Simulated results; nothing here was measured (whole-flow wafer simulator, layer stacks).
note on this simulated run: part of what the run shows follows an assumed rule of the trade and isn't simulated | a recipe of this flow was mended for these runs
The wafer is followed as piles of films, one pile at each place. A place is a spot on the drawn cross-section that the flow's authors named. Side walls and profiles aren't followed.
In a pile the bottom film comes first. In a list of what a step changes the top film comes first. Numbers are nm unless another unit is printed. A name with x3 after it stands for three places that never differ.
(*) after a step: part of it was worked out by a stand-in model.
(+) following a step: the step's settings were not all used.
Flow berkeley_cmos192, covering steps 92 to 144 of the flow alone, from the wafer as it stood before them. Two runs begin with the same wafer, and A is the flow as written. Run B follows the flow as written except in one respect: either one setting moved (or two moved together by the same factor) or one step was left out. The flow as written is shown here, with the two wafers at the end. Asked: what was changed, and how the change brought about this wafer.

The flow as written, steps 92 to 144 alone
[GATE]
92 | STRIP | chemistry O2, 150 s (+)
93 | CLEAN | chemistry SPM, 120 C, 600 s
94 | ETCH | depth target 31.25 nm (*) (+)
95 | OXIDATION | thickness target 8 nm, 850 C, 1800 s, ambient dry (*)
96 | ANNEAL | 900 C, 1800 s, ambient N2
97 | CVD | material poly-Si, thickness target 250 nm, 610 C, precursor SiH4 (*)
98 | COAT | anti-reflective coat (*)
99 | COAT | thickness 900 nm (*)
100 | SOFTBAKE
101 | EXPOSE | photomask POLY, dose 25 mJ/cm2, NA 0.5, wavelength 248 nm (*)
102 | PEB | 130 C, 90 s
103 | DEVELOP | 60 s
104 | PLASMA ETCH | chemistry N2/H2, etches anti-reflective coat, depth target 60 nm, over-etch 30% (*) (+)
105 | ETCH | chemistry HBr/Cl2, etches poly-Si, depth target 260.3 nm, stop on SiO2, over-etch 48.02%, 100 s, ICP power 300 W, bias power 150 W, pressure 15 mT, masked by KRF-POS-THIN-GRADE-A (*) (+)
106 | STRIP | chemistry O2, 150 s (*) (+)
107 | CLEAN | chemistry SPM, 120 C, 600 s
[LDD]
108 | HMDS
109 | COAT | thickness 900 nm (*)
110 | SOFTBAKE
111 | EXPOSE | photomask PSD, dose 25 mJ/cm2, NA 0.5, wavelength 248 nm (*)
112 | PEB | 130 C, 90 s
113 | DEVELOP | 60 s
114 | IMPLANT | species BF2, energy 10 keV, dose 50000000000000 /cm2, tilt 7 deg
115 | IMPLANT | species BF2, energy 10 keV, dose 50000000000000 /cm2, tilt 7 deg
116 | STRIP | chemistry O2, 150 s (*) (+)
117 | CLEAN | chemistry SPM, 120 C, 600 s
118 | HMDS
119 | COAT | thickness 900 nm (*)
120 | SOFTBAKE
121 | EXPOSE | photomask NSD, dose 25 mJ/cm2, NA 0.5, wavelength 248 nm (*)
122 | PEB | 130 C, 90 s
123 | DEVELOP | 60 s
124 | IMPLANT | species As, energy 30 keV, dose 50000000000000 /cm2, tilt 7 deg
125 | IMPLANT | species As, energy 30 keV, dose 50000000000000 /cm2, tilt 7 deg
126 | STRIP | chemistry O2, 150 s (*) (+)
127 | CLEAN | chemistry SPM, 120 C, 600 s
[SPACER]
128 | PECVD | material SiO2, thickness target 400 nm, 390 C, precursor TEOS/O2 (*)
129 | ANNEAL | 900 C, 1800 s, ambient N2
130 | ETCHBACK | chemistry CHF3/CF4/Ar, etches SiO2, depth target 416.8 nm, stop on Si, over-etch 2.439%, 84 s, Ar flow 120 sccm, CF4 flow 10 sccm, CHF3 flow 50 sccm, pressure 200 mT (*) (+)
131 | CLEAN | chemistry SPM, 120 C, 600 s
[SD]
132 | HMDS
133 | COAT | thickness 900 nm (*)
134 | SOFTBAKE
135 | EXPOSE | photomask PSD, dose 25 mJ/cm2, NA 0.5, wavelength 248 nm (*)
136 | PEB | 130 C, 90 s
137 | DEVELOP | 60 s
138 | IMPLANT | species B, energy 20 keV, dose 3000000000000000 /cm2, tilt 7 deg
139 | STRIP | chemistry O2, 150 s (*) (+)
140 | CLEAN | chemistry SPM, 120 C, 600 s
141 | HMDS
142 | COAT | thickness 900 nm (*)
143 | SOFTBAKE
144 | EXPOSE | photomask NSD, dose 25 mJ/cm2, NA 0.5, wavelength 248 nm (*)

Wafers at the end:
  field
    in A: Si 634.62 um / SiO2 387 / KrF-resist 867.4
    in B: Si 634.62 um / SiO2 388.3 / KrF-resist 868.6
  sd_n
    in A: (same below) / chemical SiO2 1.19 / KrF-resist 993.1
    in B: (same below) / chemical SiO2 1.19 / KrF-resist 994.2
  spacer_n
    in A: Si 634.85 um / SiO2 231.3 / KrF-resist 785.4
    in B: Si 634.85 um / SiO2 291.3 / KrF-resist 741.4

What caused this: step 97, CVD: thickness target 310 nm was run, though the flow has thickness target 250 nm.

The path from the change to this, step by step:
  97 | CVD | material poly-Si, thickness target 250 nm, 610 C, precursor SiH4 (*)
      field, sd_n, spacer_n and 6 more: A poly-Si gains 250 (new film) | B poly-Si gains 310 (new film)
  105 | ETCH | chemistry HBr/Cl2, etches poly-Si, depth target 260.3 nm, stop on SiO2, over-etch 48.02%, 100 s, ICP power 300 W, bias power 150 W, pressure 15 mT, masked by KRF-POS-THIN-GRADE-A (*) (+)
      spacer_n, spacer_p: A poly-Si loses 246.2 (all of it), SiO2 loses 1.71 | B poly-Si loses 306.1 (all of it), SiO2 loses 0.4
      field: A poly-Si loses 246.1 (all of it), SiO2 loses 1.71 | B poly-Si loses 306.1 (all of it), SiO2 loses 0.4
      (and at 4 other places as well)
  109 | COAT | thickness 900 nm (*)
      gate: A KrF-resist gains 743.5 (new film) | B KrF-resist gains 693.3 (new film)
      gate_p: A KrF-resist gains 739.8 (new film) | B KrF-resist gains 689.6 (new film)
  113 | DEVELOP | 60 s
      gate_p: A KrF-resist loses 738.2 (all of it) | B KrF-resist loses 688.1 (all of it)
  116 | STRIP | chemistry O2, 150 s (*) (+)
      gate: A KrF-resist loses 727 (all of it), chemical SiO2 gains 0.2, poly-Si loses 0.09 | B KrF-resist loses 676.9 (all of it), chemical SiO2 gains 0.2, poly-Si loses 0.09
  119 | COAT | thickness 900 nm (*)
      gate: A KrF-resist gains 743.4 (new film) | B KrF-resist gains 693.2 (new film)
      gate_p: A KrF-resist gains 739.7 (new film) | B KrF-resist gains 689.5 (new film)
  123 | DEVELOP | 60 s
      gate: A KrF-resist loses 741.9 (all of it) | B KrF-resist loses 691.7 (all of it)
  126 | STRIP | chemistry O2, 150 s (*) (+)
      gate_p: A KrF-resist loses 723.2 (all of it), chemical SiO2 gains 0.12, poly-Si loses 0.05 | B KrF-resist loses 673.1 (all of it), chemical SiO2 gains 0.12, poly-Si loses 0.05
  130 | ETCHBACK | chemistry CHF3/CF4/Ar, etches SiO2, depth target 416.8 nm, stop on Si, over-etch 2.439%, 84 s, Ar flow 120 sccm, CF4 flow 10 sccm, CHF3 flow 50 sccm, pressure 200 mT (*) (+)
      spacer_n, spacer_p: A SiO2 loses 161 | B SiO2 loses 102.3
  133 | COAT | thickness 900 nm (*)
      spacer_n: A KrF-resist gains 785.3 (new film) | B KrF-resist gains 741.3 (new film)
      gate: A KrF-resist gains 764.7 (new film) | B KrF-resist gains 721.7 (new film)
      (and at 2 other places as well)
  137 | DEVELOP | 60 s
      spacer_p: A KrF-resist loses 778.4 (all of it) | B KrF-resist loses 734.6 (all of it)
      gate_p: A KrF-resist loses 757.7 (all of it) | B KrF-resist loses 714.8 (all of it)
  139 | STRIP | chemistry O2, 150 s (*) (+)
      spacer_n: A KrF-resist loses 768.7 (all of it) | B KrF-resist loses 724.8 (all of it)
      gate: A KrF-resist loses 748.1 (all of it), chemical SiO2 gains 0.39, poly-Si loses 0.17 | B KrF-resist loses 705.2 (all of it), chemical SiO2 gains 0.39, poly-Si loses 0.17
  142 | COAT | thickness 900 nm (*)
      spacer_n: A KrF-resist gains 785.4 (new film) | B KrF-resist gains 741.4 (new film)
      gate: A KrF-resist gains 764.6 (new film) | B KrF-resist gains 721.5 (new film)
      (and at 2 other places as well)
